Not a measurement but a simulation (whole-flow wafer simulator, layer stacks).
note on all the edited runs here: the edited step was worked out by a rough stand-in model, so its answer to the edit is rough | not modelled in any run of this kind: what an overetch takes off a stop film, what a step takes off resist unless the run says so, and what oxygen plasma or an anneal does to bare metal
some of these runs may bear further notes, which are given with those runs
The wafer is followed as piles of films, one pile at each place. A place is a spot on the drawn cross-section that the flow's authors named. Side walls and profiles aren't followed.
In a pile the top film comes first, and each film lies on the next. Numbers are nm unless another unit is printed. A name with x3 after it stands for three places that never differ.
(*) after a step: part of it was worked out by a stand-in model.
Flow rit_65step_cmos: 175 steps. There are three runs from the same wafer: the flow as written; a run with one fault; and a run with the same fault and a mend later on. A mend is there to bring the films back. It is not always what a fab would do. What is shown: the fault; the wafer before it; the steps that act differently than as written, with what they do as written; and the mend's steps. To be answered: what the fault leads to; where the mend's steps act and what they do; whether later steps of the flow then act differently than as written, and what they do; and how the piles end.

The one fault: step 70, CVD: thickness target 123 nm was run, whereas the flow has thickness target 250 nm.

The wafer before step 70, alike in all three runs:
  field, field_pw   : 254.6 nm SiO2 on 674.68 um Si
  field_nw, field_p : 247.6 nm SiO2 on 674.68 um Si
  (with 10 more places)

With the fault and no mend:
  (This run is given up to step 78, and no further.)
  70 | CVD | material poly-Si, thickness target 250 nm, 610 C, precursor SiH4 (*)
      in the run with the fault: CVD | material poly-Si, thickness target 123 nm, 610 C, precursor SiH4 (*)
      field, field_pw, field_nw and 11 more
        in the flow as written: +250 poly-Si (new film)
        in the run with the fault: +123 poly-Si (new film)
  None of the later steps of the flow up to step 78 differs from how it acts as written, at any place that is followed, by more than 2% or 0.5 nm, whichever is larger.
  The piles after step 78 differ from the flow's at field, field_pw, field_nw and 11 more by more than 2% or 0.5 nm, whichever is larger.
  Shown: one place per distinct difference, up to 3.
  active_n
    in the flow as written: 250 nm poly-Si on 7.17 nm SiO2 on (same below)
    in the run with the fault: 123 nm poly-Si on 7.17 nm SiO2 on (same below)
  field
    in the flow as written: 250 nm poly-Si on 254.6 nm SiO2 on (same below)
    in the run with the fault: 123 nm poly-Si on 254.6 nm SiO2 on (same below)
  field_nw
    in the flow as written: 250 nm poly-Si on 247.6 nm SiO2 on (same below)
    in the run with the fault: 123 nm poly-Si on 247.6 nm SiO2 on (same below)

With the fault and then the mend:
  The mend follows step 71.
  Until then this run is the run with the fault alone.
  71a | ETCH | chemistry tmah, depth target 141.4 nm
      field, field_pw, field_nw and 11 more
        -123 poly-Si (all of it)
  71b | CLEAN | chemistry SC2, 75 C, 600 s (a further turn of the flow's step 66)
      does not change any film at any place that is followed
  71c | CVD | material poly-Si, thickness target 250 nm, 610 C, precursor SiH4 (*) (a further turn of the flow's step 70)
      field, field_pw, field_nw and 11 more
        +250 poly-Si (new film)
  None of the later steps of the flow acts differently than as written at any place that is followed.
  By the end, the piles equal the flow's at every place that both follow.
